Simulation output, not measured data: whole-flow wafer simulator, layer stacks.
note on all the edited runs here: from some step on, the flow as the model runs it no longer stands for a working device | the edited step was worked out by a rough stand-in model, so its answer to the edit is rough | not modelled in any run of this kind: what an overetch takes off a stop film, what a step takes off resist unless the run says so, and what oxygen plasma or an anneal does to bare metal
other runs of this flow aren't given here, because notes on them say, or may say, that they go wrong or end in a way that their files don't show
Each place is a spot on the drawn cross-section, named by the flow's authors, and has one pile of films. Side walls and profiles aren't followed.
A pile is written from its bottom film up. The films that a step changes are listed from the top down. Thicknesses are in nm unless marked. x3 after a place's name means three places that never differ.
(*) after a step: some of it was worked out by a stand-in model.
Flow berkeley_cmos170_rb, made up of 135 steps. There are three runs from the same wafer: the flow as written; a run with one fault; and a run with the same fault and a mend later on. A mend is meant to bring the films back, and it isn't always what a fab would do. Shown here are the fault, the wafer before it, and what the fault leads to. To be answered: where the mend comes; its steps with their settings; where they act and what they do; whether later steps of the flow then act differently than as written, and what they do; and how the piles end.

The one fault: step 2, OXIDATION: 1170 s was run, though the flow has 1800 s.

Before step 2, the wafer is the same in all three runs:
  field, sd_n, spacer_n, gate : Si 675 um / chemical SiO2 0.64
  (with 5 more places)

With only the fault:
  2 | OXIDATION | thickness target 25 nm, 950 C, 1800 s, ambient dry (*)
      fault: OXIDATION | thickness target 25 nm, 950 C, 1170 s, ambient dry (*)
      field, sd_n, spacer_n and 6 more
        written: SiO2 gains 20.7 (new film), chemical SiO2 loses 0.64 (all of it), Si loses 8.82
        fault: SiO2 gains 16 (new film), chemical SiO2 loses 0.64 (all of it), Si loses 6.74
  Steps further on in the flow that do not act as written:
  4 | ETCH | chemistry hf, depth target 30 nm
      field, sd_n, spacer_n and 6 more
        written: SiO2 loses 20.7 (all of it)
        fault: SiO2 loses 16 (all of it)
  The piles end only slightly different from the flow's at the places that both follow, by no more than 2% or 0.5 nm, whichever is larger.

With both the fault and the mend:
  The mend follows step 2.
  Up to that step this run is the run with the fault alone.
  2a | OXIDATION | thickness target 25 nm, 950 C, 630 s, ambient dry (*) (the flow's step 2 again, with other settings)
      field, sd_n, spacer_n and 6 more
        SiO2 gains 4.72, Si loses 2.08
  Later steps of the flow that are run all act as written at every place that is followed.
  At every place that both follow, the piles at the end match the flow's.
